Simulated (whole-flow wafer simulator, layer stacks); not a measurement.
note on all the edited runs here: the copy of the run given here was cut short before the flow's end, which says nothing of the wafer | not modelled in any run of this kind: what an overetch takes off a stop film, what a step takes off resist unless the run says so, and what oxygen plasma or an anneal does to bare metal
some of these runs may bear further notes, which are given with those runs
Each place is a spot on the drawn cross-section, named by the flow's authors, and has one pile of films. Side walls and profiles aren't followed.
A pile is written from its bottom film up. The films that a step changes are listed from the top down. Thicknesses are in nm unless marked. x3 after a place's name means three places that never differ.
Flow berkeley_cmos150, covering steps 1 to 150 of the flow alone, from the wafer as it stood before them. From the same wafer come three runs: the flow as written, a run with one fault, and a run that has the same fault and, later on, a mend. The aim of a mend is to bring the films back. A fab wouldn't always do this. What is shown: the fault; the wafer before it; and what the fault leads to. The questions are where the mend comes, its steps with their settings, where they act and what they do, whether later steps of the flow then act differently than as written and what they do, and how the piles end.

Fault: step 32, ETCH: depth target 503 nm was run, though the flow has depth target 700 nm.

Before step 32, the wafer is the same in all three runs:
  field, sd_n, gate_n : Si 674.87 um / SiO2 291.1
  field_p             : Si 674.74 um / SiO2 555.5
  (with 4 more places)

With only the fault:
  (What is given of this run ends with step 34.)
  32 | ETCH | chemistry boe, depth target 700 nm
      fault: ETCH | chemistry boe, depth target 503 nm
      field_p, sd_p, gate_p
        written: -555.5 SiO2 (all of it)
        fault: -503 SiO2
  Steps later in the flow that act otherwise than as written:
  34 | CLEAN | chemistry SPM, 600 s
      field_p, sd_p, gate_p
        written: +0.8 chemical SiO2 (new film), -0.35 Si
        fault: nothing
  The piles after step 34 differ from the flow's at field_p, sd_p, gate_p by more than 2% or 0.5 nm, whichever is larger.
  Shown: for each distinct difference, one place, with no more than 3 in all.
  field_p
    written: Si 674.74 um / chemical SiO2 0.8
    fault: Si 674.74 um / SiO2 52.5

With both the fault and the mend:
  After step 33 comes the mend.
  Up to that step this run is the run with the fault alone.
  33a | ETCH | chemistry boe, depth target 197 nm (a further turn of the flow's step 32, with different settings)
      field_p, sd_p, gate_p
        -52.5 SiO2 (all of it)
  Every later step of the flow that is run acts as written at every place that is followed.
  The piles end the same as the flow's at every place that both follow.
